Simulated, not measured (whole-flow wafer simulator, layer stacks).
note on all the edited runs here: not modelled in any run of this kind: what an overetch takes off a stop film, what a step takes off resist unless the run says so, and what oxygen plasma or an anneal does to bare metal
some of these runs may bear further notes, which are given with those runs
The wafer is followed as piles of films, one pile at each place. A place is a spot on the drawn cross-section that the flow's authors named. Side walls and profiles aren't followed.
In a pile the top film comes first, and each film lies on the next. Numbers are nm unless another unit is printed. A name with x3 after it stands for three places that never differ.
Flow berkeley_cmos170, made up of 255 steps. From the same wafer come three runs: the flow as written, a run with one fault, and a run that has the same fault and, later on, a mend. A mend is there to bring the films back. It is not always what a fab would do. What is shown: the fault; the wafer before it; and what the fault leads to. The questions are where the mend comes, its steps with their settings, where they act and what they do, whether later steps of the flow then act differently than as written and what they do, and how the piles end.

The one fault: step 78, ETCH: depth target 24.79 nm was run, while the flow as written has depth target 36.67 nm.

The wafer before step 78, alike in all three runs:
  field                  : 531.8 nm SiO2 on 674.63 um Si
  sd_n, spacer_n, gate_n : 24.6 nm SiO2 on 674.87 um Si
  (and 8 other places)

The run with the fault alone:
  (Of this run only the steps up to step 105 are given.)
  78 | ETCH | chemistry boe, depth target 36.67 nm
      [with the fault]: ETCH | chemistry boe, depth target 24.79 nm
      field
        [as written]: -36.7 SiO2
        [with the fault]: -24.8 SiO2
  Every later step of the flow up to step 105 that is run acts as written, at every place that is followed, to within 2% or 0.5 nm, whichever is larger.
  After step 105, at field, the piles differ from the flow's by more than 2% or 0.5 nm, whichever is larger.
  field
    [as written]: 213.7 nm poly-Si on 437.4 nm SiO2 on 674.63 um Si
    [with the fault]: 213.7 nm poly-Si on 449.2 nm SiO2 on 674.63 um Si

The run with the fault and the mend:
  The mend stands after step 78.
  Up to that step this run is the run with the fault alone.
  78a | ETCH | chemistry boe, depth target 11.88 nm (the flow's step 78 again, with other settings)
      field
        -11.9 SiO2
  Every later step of the flow that is run acts as written, at every place that is followed, to within 2% or 0.5 nm, whichever is larger.
  At every place that both follow, the piles at the end match the flow's.
